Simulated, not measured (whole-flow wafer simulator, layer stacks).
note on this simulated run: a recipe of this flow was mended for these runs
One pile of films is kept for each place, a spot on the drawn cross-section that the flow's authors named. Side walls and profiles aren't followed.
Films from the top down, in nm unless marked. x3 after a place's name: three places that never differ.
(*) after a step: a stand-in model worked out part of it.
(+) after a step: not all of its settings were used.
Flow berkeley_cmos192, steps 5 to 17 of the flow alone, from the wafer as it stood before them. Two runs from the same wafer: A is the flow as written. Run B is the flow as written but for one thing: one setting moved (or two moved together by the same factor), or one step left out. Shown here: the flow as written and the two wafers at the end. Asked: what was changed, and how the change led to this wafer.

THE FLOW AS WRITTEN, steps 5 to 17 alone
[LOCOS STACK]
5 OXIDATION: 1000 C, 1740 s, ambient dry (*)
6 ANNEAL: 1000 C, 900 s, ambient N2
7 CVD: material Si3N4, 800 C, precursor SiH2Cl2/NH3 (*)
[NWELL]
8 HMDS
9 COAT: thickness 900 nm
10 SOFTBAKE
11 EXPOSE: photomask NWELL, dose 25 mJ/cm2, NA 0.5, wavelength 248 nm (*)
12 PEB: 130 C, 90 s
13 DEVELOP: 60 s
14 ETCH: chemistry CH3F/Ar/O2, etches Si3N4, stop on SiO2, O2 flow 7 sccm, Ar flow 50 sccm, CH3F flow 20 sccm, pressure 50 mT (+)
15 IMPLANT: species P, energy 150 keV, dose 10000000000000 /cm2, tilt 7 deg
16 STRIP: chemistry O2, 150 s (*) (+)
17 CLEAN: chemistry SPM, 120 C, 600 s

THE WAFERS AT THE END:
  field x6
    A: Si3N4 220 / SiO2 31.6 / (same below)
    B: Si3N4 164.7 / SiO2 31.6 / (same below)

The cause: step 7, CVD: 780 C was run, where the flow has 800 C.

How the change led to this, step by step:
  7 CVD: material Si3N4, 800 C, precursor SiH2Cl2/NH3 (*)
      field x6, sd_p x3: A Si3N4 +220 (new film) | B Si3N4 +164.7 (new film)
  14 ETCH: chemistry CH3F/Ar/O2, etches Si3N4, stop on SiO2, O2 flow 7 sccm, Ar flow 50 sccm, CH3F flow 20 sccm, pressure 50 mT (+)
      field x6: A KrF-resist -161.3 | B KrF-resist -124.4
      sd_p x3: A Si3N4 -220 (all of it), SiO2 -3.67 | B Si3N4 -164.7 (all of it), SiO2 -3.67
  16 STRIP: chemistry O2, 150 s (*) (+)
      field x6: A KrF-resist -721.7 (all of it) | B KrF-resist -758.6 (all of it)
